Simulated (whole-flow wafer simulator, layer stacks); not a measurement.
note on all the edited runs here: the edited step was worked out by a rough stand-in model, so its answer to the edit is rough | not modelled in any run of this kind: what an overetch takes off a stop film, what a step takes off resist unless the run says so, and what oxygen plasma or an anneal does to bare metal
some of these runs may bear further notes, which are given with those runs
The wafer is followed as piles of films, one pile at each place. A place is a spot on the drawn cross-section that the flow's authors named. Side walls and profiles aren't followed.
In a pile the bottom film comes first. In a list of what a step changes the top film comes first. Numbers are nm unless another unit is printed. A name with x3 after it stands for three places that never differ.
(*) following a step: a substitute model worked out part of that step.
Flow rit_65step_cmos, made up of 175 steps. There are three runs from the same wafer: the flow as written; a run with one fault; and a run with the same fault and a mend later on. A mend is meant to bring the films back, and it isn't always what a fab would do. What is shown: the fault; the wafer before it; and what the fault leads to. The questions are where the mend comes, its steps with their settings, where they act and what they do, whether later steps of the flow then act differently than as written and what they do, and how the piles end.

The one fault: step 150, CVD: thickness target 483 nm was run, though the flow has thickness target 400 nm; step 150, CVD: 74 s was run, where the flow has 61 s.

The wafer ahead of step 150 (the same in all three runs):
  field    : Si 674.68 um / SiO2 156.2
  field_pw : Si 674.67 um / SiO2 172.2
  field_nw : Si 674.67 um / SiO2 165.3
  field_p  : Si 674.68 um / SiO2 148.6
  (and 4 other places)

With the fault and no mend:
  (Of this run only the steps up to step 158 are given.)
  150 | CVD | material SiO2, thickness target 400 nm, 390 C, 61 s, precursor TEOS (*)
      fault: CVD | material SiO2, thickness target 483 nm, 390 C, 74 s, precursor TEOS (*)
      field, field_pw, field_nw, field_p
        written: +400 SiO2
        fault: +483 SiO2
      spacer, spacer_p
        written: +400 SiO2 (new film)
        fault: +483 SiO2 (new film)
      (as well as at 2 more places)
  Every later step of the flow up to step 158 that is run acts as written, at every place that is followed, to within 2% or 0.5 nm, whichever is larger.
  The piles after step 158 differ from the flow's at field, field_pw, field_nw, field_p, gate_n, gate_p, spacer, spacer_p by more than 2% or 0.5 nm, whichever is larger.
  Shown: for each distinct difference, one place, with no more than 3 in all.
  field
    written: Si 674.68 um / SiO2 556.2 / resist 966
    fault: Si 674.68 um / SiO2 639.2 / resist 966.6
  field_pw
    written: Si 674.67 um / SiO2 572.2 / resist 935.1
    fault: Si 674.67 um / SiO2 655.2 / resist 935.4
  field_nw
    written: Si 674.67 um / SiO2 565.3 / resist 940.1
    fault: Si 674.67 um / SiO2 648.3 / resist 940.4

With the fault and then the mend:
  The mend follows step 151.
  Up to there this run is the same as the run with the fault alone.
  151a | ETCH | chemistry boe, depth target 84.24 nm
      field, field_pw, field_nw, field_p, gate_n, gate_p, spacer, spacer_p
        -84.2 SiO2
  Every later step of the flow that is run acts as written, at every place that is followed, to within 2% or 0.5 nm, whichever is larger.
  When the end is reached, the piles differ only a little from the flow's at the places that both follow, at most by 2% or 0.5 nm, whichever is larger.
